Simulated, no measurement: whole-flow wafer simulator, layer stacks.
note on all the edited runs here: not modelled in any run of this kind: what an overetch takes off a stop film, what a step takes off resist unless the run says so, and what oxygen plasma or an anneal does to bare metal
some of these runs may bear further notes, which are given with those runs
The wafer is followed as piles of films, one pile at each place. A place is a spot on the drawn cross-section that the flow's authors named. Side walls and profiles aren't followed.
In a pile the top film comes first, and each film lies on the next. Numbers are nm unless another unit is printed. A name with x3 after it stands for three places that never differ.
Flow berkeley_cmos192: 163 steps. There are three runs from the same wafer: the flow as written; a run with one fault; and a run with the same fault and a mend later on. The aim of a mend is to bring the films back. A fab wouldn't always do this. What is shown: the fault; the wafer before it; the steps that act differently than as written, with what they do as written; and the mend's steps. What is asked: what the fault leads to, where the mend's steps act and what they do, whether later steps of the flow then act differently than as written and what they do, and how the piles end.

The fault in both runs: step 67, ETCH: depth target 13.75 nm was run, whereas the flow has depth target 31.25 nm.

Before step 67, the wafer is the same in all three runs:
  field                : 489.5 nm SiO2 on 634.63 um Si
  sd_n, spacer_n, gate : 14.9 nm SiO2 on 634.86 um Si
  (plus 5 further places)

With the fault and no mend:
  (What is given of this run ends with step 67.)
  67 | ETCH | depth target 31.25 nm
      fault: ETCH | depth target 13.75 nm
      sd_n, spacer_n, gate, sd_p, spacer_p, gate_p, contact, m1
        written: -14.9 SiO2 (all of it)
        fault: -13.8 SiO2
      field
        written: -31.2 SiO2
        fault: -13.8 SiO2
  After step 67, at field, sd_n, spacer_n and 6 more, the piles differ from the flow's by more than 2% or 0.5 nm, whichever is larger.
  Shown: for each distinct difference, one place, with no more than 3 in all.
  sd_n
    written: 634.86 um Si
    fault: 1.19 nm SiO2 on 634.86 um Si
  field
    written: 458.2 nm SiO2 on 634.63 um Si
    fault: 475.7 nm SiO2 on 634.63 um Si

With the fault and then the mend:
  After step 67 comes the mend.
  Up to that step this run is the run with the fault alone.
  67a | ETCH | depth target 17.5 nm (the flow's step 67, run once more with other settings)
      sd_n, spacer_n, gate, sd_p, spacer_p, gate_p, contact, m1
        -1.19 SiO2 (all of it)
      field
        -17.5 SiO2
  Later steps of the flow that are run all act as written at every place that is followed, up to a difference of at most 2% or 0.5 nm, whichever is larger.
  By the end, the piles equal the flow's at every place that both follow.
